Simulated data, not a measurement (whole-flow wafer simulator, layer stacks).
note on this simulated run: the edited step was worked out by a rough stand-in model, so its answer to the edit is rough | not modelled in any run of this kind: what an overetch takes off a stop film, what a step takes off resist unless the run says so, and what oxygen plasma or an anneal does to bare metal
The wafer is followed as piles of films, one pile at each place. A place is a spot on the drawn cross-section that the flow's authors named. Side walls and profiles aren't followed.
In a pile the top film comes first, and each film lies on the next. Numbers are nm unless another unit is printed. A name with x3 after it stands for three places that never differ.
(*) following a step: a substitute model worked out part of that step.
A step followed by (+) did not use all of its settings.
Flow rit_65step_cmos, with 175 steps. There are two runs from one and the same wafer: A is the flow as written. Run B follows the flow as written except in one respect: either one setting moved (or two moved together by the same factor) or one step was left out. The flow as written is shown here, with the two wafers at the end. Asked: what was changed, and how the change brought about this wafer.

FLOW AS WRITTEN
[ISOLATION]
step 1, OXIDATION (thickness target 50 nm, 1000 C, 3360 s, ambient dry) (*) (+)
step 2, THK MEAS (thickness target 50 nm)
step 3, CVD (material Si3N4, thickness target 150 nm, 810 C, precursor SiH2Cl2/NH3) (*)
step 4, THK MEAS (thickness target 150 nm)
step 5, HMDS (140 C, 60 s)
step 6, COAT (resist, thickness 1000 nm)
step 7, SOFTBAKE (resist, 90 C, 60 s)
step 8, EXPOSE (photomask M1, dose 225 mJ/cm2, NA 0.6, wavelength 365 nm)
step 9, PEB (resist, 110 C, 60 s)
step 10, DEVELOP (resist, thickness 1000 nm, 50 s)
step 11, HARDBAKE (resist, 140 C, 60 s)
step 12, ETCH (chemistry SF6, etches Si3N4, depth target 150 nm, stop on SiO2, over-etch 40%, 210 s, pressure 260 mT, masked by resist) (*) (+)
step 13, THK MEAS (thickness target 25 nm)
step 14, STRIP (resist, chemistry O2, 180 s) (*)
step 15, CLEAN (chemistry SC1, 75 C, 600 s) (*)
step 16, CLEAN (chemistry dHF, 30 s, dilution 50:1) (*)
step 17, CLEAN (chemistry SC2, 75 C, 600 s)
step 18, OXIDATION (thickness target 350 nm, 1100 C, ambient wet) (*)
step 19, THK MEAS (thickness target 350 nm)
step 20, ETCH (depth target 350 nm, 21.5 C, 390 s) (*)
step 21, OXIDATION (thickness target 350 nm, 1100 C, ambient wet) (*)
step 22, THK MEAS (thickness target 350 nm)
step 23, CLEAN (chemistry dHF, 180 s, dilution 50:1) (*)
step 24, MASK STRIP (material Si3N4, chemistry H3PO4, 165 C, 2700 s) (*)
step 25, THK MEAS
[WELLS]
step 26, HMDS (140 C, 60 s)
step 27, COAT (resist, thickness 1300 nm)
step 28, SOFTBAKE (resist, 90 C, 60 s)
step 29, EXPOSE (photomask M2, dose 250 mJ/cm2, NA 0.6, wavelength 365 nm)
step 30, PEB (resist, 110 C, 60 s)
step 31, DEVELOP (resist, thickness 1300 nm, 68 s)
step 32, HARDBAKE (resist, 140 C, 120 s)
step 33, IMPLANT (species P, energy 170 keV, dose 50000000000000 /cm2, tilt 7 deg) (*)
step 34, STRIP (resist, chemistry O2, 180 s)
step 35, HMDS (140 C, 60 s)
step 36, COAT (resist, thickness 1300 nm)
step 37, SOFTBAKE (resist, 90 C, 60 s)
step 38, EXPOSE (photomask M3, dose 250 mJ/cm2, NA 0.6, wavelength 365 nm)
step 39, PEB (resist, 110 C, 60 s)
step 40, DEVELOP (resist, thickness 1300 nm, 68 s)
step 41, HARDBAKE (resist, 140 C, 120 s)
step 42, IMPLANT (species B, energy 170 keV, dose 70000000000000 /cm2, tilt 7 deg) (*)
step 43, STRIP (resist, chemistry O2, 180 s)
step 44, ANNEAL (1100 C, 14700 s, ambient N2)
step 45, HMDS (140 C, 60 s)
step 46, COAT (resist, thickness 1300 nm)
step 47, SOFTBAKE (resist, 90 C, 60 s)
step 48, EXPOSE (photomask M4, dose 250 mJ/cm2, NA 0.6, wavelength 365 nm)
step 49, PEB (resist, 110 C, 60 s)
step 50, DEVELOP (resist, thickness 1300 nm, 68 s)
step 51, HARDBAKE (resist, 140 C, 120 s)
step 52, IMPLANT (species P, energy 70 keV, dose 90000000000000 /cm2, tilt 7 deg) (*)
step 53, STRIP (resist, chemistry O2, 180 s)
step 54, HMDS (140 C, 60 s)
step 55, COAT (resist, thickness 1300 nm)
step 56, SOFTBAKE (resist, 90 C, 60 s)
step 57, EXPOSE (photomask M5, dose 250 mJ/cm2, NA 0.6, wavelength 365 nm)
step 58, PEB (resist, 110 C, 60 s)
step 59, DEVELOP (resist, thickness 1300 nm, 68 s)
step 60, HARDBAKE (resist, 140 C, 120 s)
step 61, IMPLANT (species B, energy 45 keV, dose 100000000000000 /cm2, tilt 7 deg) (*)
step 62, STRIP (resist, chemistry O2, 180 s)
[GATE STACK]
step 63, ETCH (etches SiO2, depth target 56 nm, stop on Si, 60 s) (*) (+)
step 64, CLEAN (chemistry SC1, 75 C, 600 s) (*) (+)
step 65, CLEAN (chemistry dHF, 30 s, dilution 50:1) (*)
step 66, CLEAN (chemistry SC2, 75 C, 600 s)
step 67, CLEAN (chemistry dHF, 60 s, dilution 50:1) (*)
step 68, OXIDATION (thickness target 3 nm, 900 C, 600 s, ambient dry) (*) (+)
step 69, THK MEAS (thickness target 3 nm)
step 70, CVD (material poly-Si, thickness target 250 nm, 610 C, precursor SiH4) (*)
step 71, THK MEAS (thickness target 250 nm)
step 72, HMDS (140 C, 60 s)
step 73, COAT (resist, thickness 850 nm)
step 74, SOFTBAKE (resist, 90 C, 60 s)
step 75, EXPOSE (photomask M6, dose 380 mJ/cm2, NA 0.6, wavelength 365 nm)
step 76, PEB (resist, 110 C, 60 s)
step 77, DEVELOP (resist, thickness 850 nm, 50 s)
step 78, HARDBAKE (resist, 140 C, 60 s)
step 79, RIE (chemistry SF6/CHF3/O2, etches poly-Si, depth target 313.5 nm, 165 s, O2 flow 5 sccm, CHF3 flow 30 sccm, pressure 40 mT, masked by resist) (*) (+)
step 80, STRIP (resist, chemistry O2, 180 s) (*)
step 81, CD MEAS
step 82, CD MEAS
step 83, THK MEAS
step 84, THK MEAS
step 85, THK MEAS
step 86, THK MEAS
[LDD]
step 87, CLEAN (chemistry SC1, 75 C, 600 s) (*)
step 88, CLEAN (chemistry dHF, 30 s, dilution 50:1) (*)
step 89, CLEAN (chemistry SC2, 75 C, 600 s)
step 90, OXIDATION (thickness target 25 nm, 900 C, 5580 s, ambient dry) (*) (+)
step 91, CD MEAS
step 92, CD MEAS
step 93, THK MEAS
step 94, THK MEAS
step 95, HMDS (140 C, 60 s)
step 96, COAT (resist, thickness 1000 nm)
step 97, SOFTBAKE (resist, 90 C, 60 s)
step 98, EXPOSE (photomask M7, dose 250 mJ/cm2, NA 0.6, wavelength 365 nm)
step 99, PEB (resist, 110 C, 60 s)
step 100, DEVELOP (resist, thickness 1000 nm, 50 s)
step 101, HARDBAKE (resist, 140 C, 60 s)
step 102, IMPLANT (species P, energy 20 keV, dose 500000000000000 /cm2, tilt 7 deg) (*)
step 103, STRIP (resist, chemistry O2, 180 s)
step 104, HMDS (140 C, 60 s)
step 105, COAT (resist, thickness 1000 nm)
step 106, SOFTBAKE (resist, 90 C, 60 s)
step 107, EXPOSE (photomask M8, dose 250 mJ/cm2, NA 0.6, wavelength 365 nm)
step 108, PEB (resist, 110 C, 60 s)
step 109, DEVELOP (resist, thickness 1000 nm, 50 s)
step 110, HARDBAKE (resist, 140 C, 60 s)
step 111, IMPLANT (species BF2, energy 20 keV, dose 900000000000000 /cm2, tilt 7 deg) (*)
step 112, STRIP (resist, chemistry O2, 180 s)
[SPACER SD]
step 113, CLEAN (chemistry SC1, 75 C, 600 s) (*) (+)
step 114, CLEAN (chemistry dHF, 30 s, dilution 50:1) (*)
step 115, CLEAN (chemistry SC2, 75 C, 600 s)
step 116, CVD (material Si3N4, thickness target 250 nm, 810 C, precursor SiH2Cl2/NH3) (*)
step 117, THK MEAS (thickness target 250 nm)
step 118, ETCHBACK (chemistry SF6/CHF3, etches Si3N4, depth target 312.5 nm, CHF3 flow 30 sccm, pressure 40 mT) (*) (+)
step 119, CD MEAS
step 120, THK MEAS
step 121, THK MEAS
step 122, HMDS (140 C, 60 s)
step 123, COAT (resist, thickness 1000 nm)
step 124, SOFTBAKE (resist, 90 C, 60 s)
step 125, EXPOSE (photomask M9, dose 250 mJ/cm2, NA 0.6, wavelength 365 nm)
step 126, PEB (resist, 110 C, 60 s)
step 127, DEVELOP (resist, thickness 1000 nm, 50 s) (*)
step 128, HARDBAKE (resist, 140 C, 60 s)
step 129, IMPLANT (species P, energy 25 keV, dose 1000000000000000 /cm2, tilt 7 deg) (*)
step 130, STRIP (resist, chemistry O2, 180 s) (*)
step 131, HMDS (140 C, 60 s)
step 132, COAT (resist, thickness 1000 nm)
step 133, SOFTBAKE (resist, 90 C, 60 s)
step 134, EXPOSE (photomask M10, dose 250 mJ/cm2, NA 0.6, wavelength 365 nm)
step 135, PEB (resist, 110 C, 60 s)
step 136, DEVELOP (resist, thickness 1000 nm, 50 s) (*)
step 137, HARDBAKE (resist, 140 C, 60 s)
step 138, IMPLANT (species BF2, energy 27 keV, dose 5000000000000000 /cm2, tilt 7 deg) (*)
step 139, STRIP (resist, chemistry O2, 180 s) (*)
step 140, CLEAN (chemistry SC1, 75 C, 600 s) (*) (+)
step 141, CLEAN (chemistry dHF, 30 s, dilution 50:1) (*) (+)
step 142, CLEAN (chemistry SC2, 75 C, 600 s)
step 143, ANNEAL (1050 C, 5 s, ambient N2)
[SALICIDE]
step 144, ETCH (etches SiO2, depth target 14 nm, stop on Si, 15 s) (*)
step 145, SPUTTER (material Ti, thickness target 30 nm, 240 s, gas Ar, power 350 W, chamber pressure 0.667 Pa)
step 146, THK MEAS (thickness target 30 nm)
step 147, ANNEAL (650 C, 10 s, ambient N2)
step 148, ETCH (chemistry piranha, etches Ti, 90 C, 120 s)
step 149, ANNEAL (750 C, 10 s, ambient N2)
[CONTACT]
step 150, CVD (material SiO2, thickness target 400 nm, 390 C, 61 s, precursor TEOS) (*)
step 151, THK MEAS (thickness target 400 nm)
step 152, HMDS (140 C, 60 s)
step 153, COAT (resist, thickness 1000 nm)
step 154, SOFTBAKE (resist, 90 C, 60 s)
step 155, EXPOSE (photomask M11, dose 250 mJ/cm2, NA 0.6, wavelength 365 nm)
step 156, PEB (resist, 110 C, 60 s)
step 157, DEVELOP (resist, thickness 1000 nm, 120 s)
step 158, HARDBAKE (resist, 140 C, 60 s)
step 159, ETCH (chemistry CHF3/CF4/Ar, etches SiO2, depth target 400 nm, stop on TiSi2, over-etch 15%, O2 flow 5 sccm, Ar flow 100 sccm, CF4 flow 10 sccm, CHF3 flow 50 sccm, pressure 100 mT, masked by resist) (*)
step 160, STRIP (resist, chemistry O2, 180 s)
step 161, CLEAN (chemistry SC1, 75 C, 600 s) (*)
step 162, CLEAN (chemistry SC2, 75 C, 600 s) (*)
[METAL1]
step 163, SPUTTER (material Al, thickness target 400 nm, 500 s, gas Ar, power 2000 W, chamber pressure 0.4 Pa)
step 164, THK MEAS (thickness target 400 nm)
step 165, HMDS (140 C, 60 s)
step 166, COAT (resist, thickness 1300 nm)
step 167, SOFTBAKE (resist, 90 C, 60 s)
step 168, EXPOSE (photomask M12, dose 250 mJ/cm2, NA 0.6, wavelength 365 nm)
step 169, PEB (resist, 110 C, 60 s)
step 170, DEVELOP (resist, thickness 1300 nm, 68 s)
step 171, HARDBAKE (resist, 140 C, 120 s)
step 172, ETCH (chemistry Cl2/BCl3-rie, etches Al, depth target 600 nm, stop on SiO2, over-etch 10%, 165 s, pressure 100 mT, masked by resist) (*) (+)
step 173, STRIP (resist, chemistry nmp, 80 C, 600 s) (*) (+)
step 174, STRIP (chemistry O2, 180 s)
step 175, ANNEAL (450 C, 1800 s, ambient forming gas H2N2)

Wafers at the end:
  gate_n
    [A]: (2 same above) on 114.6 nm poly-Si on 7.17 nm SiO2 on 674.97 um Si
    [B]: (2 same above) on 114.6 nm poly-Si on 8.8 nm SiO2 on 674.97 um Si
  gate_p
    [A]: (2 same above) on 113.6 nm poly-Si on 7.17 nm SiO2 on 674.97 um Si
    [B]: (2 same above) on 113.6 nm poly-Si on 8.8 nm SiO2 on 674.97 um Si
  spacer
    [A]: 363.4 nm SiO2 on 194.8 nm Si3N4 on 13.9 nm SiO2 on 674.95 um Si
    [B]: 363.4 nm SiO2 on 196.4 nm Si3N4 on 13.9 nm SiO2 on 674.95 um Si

Cause: step 68, OXIDATION: 840 s was run, though the flow has 600 s.

Step by step, how the change led to this:
  step 68, OXIDATION (thickness target 3 nm, 900 C, 600 s, ambient dry) (*) (+)
      active_n, active_p, gate_n and 7 more: A +7.17 SiO2 (new film), -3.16 Si | B +8.8 SiO2 (new film), -3.87 Si
  step 79, RIE (chemistry SF6/CHF3/O2, etches poly-Si, depth target 313.5 nm, 165 s, O2 flow 5 sccm, CHF3 flow 30 sccm, pressure 40 mT, masked by resist) (*) (+)
      active_n, active_p, spacer, spacer_p, sd_n, sd_p, contact, m1: A -250 poly-Si (all of it), -7.17 SiO2 (all of it) | B -250 poly-Si (all of it), -8.8 SiO2 (all of it)
  step 118, ETCHBACK (chemistry SF6/CHF3, etches Si3N4, depth target 312.5 nm, CHF3 flow 30 sccm, pressure 40 mT) (*) (+)
      spacer, spacer_p: A -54 Si3N4 | B -52.4 Si3N4
